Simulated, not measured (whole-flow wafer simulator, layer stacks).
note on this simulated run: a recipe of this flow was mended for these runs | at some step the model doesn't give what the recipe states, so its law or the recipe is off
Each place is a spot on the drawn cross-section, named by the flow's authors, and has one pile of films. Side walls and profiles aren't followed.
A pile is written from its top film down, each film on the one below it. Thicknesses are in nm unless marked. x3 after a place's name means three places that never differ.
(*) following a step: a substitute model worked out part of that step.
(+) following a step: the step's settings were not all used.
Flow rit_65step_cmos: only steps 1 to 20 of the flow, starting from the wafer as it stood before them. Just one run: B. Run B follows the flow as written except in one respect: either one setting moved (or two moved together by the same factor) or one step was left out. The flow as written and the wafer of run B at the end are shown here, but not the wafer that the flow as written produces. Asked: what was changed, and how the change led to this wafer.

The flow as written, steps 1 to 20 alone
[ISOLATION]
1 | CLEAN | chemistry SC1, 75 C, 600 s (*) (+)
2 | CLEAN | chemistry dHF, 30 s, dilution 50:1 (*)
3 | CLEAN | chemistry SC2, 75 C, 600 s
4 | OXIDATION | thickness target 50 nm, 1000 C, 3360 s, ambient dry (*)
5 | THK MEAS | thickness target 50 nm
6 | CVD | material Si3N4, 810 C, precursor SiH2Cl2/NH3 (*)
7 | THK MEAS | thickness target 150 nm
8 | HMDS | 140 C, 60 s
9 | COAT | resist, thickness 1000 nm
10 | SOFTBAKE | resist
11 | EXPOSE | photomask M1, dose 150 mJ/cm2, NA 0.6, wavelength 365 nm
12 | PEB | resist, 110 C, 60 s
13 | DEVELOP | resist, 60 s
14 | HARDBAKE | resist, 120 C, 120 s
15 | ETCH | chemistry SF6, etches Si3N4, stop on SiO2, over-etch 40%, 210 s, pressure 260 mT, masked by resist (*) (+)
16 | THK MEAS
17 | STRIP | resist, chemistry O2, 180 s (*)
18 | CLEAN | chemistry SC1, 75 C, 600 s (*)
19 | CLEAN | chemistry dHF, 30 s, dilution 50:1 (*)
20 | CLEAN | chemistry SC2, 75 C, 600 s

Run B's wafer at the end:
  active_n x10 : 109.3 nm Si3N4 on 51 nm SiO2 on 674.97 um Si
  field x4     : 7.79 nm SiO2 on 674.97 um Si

Cause: step 6, CVD: 787 C was run, whereas the flow has 810 C.

The path from the change to this, step by step:
  6 | CVD | material Si3N4, 810 C, precursor SiH2Cl2/NH3 (*)
      field x4, active_n x10: +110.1 Si3N4 (new film) (it would be, as written: +150 Si3N4 (new film))
  15 | ETCH | chemistry SF6, etches Si3N4, stop on SiO2, over-etch 40%, 210 s, pressure 260 mT, masked by resist (*) (+)
      field x4: -110.1 Si3N4 (all of it), -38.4 SiO2 (it would be, as written: -150 Si3N4 (all of it), -23.1 SiO2)
